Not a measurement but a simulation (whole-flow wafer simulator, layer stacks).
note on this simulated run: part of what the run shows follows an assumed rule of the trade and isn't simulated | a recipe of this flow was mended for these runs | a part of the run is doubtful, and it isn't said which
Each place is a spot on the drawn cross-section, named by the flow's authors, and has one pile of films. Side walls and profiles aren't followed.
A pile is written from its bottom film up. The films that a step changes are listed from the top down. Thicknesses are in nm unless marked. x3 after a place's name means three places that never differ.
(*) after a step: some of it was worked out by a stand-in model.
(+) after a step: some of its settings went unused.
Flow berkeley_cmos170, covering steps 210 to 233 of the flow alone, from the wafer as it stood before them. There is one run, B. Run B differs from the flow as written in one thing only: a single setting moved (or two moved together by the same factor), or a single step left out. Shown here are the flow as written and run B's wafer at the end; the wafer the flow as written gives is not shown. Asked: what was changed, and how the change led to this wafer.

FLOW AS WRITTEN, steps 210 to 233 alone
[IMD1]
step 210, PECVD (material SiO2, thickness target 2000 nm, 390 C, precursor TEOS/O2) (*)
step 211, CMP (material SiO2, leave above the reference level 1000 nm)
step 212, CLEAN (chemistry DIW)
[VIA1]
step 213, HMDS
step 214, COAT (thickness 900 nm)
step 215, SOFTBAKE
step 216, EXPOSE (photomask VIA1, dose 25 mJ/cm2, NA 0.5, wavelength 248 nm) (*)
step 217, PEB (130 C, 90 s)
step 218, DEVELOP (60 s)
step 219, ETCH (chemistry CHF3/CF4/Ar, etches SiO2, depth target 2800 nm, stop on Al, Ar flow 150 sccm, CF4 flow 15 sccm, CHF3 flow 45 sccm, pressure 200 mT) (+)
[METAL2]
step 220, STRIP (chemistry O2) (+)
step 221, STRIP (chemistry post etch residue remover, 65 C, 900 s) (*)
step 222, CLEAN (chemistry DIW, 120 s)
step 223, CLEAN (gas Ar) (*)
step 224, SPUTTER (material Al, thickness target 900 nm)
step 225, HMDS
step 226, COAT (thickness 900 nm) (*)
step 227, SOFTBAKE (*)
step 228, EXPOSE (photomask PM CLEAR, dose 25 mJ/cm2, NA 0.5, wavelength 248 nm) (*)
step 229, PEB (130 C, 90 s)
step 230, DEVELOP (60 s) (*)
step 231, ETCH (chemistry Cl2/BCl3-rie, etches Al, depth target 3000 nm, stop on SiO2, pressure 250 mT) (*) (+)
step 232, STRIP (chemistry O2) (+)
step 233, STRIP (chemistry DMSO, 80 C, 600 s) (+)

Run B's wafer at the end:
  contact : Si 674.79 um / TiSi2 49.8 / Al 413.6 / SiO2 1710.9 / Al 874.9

Cause: step 210, PECVD: thickness target 1760 nm was run, while the flow as written has thickness target 2000 nm; step 231, ETCH: depth target 2640 nm was run, where the flow has depth target 3000 nm.

How this came from the change, step by step:
  step 210, PECVD (material SiO2, thickness target 2000 nm, 390 C, precursor TEOS/O2) (*)
      field, mark, sd_n and 8 more: SiO2 gains 1760 (new film) (as written it would have been: SiO2 gains 2000 (new film))
      sd_p: SiO2 gains 1739.3 (new film) (as written it would have been: SiO2 gains 1975.9 (new film))
      (as well as at 1 more place)
  step 211, CMP (material SiO2, leave above the reference level 1000 nm)
      contact: nothing (as written it would have been: SiO2 loses 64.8)
      m1, via1, m2, via2: SiO2 loses 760 (as written it would have been: SiO2 loses 1000)
      (as well as at 8 more places)
  step 214, COAT (thickness 900 nm)
      contact: KrF-resist gains 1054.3 (new film) (as written it would have been: KrF-resist gains 900 (new film))
  step 220, STRIP (chemistry O2) (+)
      contact: KrF-resist loses 761.6 (all of it) (as written it would have been: KrF-resist loses 607.6 (all of it))
  step 224, SPUTTER (material Al, thickness target 900 nm)
      contact: Al gains 874.9 (new film) (as written it would have been: Al gains 900 (new film))
  step 226, COAT (thickness 900 nm) (*)
      contact: KrF-resist gains 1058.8 (new film) (as written it would have been: KrF-resist gains 889.8 (new film))
  step 232, STRIP (chemistry O2) (+)
      sd_n: KrF-resist loses 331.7 (all of it) (as written it would have been: KrF-resist loses 347 (all of it))
      contact: KrF-resist loses 508.1 (all of it) (as written it would have been: KrF-resist loses 339.5 (all of it))
